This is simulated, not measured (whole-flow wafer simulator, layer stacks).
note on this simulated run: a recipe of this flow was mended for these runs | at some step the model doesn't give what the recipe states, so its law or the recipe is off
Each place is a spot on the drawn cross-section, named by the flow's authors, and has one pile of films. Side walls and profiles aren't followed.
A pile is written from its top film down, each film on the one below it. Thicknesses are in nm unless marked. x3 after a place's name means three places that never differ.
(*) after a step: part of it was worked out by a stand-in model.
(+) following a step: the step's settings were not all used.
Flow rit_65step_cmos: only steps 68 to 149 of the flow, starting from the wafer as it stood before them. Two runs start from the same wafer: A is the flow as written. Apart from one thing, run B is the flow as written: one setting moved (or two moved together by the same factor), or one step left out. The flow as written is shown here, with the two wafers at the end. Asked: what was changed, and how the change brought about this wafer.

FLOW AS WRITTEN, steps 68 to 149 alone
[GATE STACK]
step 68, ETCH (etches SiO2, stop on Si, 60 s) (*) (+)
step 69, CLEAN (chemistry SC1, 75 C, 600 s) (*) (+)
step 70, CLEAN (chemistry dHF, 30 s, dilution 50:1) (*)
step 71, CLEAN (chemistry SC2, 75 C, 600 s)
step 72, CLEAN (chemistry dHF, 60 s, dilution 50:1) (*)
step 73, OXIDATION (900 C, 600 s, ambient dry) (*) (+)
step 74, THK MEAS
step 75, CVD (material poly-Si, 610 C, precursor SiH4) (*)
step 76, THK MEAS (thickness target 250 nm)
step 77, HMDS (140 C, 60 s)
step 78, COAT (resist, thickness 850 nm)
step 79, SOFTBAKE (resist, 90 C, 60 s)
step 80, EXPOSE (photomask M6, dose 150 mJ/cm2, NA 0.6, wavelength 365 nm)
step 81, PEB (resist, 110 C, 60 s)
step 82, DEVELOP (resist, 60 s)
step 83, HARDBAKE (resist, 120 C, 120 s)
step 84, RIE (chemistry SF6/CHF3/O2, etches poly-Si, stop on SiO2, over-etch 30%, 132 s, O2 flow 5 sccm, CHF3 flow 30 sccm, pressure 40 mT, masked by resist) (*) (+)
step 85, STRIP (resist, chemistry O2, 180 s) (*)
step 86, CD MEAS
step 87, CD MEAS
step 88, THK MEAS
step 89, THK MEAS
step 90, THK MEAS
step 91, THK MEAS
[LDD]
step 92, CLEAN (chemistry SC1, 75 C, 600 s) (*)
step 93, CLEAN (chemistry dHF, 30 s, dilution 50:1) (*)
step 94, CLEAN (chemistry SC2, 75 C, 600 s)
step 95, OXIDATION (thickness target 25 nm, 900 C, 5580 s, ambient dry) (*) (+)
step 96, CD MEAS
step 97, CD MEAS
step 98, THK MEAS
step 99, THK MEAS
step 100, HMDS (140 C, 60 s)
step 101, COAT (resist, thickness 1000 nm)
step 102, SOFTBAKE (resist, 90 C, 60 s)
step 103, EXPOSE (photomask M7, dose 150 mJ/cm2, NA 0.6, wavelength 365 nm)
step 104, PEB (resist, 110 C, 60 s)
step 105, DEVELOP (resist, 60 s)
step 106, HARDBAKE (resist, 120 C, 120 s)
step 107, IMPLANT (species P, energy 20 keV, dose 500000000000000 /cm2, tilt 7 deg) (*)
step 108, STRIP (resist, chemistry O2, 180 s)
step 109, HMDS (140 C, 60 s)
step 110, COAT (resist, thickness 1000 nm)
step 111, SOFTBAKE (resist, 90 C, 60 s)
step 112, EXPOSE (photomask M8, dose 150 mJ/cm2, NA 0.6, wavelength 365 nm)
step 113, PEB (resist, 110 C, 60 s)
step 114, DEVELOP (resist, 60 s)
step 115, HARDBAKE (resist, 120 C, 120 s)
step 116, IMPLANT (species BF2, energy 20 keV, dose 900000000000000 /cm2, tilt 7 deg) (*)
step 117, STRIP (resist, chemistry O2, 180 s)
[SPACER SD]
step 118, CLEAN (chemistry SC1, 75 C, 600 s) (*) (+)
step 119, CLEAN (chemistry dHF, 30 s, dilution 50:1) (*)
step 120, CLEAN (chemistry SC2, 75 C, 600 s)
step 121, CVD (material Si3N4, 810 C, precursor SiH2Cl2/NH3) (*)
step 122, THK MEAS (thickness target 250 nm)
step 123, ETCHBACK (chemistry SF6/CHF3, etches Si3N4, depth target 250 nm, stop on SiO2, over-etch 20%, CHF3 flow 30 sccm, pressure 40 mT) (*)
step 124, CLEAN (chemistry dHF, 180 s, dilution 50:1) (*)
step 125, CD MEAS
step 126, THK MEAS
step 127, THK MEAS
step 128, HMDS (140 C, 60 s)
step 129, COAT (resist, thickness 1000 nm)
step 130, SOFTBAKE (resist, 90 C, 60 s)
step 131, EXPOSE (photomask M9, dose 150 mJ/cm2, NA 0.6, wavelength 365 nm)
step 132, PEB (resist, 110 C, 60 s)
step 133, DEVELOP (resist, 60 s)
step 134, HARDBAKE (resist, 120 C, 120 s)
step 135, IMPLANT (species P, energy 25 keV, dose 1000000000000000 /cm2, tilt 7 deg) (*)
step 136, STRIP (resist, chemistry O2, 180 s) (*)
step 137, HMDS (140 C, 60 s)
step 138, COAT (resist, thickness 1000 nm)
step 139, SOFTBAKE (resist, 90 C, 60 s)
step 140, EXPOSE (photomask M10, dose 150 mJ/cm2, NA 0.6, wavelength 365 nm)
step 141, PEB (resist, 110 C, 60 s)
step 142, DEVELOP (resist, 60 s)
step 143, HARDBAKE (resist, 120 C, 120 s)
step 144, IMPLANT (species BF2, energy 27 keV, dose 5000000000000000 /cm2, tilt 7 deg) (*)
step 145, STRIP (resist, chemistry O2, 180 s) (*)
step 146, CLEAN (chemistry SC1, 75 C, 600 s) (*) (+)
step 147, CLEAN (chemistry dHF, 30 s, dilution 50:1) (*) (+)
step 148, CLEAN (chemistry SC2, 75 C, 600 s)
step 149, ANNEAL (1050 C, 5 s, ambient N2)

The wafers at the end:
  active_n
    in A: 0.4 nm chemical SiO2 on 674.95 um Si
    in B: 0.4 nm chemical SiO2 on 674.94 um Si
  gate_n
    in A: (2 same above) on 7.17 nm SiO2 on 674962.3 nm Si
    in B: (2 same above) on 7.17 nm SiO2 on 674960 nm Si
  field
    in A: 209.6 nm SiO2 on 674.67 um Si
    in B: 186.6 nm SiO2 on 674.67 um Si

Cause: step 68, ETCH: 84 s was run, whereas the flow has 60 s; step 69, CLEAN: 832 s was run, where the flow has 600 s.

The path from the change to this, step by step:
  step 68, ETCH (etches SiO2, stop on Si, 60 s) (*) (+)
      field, field_pw, field_nw, field_p: A -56 SiO2 | B -78.4 SiO2
  step 69, CLEAN (chemistry SC1, 75 C, 600 s) (*) (+)
      gate_n, gate_p, spacer, spacer_p, sd_n, sd_p, contact, m1: A +0.6 chemical SiO2 (new film), -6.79 Si | B +0.6 chemical SiO2 (new film), -8.68 Si
      field, field_pw, field_nw, field_p: A -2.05 SiO2 | B -2.84 SiO2
      (and at 2 other places as well)
  step 72, CLEAN (chemistry dHF, 60 s, dilution 50:1) (*)
      field_nw, field_p: A -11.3 SiO2 | B -10.1 SiO2
  step 115, HARDBAKE (resist, 120 C, 120 s)
      field: A -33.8 resist | B -34.5 resist
  step 143, HARDBAKE (resist, 120 C, 120 s)
      field: A -34 resist | B -34.7 resist
